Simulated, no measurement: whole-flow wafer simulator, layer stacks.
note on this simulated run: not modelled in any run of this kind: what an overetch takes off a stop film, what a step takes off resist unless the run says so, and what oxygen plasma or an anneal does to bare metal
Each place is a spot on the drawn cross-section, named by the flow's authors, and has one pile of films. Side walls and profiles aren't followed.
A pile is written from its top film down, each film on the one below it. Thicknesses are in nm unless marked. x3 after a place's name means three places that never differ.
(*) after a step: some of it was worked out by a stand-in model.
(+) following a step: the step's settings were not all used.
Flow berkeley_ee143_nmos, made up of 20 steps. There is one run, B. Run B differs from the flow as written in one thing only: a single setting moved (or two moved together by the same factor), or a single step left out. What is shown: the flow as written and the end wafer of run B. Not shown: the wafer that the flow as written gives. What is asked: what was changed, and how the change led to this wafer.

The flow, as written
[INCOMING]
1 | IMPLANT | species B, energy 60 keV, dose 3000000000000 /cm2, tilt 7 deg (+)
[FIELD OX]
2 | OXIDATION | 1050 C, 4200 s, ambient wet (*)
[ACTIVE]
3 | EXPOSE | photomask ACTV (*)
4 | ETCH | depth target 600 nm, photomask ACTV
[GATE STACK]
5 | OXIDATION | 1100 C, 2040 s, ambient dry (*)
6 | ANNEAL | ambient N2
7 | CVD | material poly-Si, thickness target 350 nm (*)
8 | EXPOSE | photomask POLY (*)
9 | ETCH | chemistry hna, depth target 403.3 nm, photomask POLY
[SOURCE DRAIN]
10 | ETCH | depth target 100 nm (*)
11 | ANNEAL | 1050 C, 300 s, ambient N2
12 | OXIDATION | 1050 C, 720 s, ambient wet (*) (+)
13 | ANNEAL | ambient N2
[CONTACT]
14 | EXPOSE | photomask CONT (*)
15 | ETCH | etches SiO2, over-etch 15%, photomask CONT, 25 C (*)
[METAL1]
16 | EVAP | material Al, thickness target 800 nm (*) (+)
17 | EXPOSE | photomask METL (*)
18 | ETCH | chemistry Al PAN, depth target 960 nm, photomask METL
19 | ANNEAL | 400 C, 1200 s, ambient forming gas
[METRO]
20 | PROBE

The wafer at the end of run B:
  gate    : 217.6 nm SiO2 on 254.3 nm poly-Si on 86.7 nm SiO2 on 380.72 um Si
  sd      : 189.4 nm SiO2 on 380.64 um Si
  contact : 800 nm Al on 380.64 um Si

Cause: step 4, ETCH: depth target 541 nm was run, though the flow has depth target 600 nm.

Step by step, how the change led to this:
  4 | ETCH | depth target 600 nm, photomask ACTV
      gate, sd, contact: -541 SiO2 (it would be, as written: -566.4 SiO2 (all of it))
  5 | OXIDATION | 1100 C, 2040 s, ambient dry (*)
      gate, sd, contact: +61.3 SiO2, -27 Si (it would be, as written: +79.7 SiO2 (new film), -35.1 Si)
  10 | ETCH | depth target 100 nm (*)
      sd, contact: -86.7 SiO2 (all of it) (it would be, as written: -79.7 SiO2 (all of it))
